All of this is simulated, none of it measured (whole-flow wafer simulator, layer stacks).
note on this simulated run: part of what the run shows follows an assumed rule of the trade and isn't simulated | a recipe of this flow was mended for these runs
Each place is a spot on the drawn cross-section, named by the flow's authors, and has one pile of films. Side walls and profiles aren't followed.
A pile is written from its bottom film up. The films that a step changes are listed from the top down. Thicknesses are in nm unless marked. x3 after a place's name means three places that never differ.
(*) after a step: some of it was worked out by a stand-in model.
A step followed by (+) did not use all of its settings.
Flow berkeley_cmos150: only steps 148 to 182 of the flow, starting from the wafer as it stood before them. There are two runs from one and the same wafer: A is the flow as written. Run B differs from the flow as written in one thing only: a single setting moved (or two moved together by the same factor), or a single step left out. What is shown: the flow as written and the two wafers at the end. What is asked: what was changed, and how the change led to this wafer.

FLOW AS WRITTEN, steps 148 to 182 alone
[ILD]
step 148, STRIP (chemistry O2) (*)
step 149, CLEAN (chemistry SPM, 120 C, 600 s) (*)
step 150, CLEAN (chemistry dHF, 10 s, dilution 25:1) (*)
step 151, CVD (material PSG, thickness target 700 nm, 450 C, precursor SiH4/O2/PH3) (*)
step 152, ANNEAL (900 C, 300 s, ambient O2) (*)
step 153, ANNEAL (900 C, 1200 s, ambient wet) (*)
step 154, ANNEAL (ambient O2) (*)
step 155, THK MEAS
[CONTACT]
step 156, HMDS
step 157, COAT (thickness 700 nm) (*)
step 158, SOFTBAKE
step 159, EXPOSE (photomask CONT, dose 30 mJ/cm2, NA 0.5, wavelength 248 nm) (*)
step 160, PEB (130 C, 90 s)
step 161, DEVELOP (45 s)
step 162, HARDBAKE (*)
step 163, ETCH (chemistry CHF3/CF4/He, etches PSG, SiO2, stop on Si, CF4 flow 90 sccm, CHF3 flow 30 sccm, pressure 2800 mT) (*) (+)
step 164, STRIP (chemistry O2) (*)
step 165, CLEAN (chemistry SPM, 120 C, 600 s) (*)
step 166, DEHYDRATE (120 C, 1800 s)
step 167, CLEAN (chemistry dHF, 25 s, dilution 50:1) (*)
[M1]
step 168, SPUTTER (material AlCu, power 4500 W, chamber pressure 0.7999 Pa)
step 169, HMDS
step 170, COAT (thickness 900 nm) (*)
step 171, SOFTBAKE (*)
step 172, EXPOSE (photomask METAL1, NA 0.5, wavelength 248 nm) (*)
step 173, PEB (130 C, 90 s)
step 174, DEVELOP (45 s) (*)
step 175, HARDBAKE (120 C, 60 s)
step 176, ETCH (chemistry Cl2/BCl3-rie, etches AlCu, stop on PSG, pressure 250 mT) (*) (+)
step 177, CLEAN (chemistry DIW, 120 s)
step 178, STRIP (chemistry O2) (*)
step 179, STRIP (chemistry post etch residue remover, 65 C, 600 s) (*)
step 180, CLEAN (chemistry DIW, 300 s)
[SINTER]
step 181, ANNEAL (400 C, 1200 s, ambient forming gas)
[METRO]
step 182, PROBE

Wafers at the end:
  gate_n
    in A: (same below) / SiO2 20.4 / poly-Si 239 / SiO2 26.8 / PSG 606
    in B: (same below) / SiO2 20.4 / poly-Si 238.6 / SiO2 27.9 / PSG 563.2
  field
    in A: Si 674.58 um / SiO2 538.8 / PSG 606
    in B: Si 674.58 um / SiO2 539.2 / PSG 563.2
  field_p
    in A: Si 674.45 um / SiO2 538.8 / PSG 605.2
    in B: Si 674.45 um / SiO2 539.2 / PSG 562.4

Cause: step 151, CVD: thickness target 655 nm was run, whereas the flow has thickness target 700 nm.

How this came from the change, step by step:
  step 151, CVD (material PSG, thickness target 700 nm, 450 C, precursor SiH4/O2/PH3) (*)
      field, field_p, sd_n, gate_n, gate_p, contact, m1: A +700 PSG (new film) | B +655 PSG (new film)
      sd_p: A +639.5 PSG (new film) | B +599.6 PSG (new film)
  step 153, ANNEAL (900 C, 1200 s, ambient wet) (*)
      sd_n, contact, m1: A -35 PSG, +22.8 SiO2, -10 Si | B -32.8 PSG, +23.6 SiO2, -10.4 Si
      field, field_p: A -35 PSG, +16.3 SiO2, -7.15 Si | B -32.8 PSG, +16.7 SiO2, -7.33 Si
      (as well as at 3 more places)
  step 163, ETCH (chemistry CHF3/CF4/He, etches PSG, SiO2, stop on Si, CF4 flow 90 sccm, CHF3 flow 30 sccm, pressure 2800 mT) (*) (+)
      field, field_p, sd_n, gate_n, sd_p, gate_p, m1: A -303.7 KrF-resist | B -288.7 KrF-resist
      contact: A -665 PSG (all of it), -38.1 SiO2 (all of it), -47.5 Si | B -622.2 PSG (all of it), -38.9 SiO2 (all of it), -47.5 Si
  step 164, STRIP (chemistry O2) (*)
      field: A -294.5 KrF-resist (all of it) | B -309.1 KrF-resist (all of it)
      field_p: A -397.1 KrF-resist (all of it) | B -410.9 KrF-resist (all of it)
      (as well as at 4 more places)
  step 168, SPUTTER (material AlCu, power 4500 W, chamber pressure 0.7999 Pa)
      contact: A +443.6 AlCu (new film) | B +453.7 AlCu (new film)
  step 170, COAT (thickness 900 nm) (*)
      contact: A +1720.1 thick-KrF-resist (new film) | B +1680.6 thick-KrF-resist (new film)
  step 175, HARDBAKE (120 C, 60 s)
      contact: A -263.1 thick-KrF-resist | B -257 thick-KrF-resist
  step 178, STRIP (chemistry O2) (*)
      contact: A -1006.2 thick-KrF-resist (all of it) | B -972.8 thick-KrF-resist (all of it)
